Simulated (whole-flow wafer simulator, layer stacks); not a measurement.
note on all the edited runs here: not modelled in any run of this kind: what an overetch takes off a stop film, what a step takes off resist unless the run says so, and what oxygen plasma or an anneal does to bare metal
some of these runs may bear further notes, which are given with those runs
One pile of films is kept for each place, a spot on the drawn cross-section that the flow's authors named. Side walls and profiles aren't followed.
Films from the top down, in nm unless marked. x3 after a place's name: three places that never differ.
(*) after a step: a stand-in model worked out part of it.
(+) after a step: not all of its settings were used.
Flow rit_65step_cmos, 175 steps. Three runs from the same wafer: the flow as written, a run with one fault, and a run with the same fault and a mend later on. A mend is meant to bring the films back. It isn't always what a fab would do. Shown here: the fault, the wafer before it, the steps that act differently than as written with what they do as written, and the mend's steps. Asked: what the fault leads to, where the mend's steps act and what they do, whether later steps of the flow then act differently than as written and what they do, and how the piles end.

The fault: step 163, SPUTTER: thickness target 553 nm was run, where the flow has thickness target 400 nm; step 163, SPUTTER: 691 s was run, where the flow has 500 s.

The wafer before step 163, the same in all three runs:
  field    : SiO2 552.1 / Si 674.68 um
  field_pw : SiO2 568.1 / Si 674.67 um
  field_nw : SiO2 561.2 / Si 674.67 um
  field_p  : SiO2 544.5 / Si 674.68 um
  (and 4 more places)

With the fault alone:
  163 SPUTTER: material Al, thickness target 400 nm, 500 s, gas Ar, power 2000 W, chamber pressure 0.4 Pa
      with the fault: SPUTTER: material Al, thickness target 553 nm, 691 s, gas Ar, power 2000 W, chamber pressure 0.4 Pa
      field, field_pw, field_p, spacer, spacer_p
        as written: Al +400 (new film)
        with the fault: Al +553 (new film)
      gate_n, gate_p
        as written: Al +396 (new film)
        with the fault: Al +525.9 (new film)
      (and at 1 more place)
  Later steps of the flow that act differently than as written (1 more step differs only slightly, by at most 2% or 0.5 nm, whichever is larger, and isn't shown):
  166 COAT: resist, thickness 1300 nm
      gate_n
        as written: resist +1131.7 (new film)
        with the fault: resist +1156.7 (new film)
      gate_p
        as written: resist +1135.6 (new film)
        with the fault: resist +1160.2 (new film)
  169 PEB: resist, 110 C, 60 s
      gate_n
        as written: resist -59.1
        with the fault: resist -60.5
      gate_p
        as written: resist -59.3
        with the fault: resist -60.7
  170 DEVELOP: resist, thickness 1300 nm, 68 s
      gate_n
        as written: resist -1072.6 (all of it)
        with the fault: resist -1096.2 (all of it)
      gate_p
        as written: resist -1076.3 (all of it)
        with the fault: resist -1099.5 (all of it)
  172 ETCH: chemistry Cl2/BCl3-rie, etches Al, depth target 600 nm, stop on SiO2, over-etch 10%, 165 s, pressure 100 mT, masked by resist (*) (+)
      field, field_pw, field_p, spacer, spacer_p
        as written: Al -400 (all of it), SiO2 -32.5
        with the fault: Al -553 (all of it), SiO2 -13.4
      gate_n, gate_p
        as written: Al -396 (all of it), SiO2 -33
        with the fault: Al -525.9 (all of it), SiO2 -16.8
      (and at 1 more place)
  At the end the piles differ from the flow's by more than 2% or 0.5 nm, whichever is larger, at field, field_pw, field_nw, field_p, gate_n, gate_p, spacer, spacer_p.
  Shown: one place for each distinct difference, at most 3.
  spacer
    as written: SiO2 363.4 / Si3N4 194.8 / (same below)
    with the fault: SiO2 382.5 / Si3N4 194.8 / (same below)
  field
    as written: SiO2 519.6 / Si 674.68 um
    with the fault: SiO2 538.7 / Si 674.68 um
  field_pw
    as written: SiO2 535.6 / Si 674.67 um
    with the fault: SiO2 554.8 / Si 674.67 um

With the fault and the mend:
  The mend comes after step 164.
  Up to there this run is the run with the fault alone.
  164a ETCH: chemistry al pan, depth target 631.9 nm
      field, field_pw, field_nw, field_p, spacer, spacer_p
        Al -553 (all of it)
      gate_n, gate_p
        Al -525.9 (all of it)
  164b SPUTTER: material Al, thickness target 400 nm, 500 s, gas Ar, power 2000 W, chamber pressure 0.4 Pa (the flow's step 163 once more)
      field, field_pw, field_p, spacer, spacer_p
        Al +400 (new film)
      gate_n, gate_p
        Al +396 (new film)
      field_nw
        Al +397.2 (new film)
  No later step of the flow acts differently than as written at any place that is followed.
  At the end the piles are the same as the flow's at every place that both follow.
